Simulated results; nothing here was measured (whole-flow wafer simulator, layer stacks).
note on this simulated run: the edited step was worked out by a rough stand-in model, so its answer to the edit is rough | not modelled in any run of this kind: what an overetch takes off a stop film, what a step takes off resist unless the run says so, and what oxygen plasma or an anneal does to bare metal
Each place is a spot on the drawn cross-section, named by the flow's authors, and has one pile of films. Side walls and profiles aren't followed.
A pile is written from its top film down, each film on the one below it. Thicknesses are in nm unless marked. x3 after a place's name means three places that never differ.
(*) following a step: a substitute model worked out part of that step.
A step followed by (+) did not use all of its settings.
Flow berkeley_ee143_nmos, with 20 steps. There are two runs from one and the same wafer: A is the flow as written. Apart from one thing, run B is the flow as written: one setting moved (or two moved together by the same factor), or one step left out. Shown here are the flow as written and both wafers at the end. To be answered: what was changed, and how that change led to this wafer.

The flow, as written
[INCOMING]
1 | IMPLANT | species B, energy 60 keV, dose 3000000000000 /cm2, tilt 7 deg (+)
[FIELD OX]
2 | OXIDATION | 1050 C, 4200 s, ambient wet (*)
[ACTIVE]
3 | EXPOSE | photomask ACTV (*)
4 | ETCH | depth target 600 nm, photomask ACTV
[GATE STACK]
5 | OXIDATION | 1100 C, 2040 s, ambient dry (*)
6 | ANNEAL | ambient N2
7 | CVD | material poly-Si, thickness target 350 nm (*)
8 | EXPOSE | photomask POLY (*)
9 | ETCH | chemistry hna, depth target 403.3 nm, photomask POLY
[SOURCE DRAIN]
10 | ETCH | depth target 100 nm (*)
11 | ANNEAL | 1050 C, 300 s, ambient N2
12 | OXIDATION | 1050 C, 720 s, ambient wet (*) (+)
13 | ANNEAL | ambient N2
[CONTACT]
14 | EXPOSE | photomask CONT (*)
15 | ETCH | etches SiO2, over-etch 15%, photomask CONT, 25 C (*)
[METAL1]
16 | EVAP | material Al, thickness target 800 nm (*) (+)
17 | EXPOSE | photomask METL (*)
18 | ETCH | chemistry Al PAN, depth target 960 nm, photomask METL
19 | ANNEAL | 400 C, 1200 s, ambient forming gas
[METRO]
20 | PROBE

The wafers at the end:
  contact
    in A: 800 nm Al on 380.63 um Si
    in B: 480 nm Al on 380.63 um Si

The reason: step 16, EVAP: thickness target 480 nm was run, though the flow has thickness target 800 nm.
The wafer itself shows it: contact has Al 480, and step 16 as written asks for 800 nm.

The path from the change to this, step by step:
  16 | EVAP | material Al, thickness target 800 nm (*) (+)
      gate, sd, contact, field: A +800 Al (new film) | B +480 Al (new film)
  18 | ETCH | chemistry Al PAN, depth target 960 nm, photomask METL
      gate, sd, field: A -800 Al (all of it) | B -480 Al (all of it)
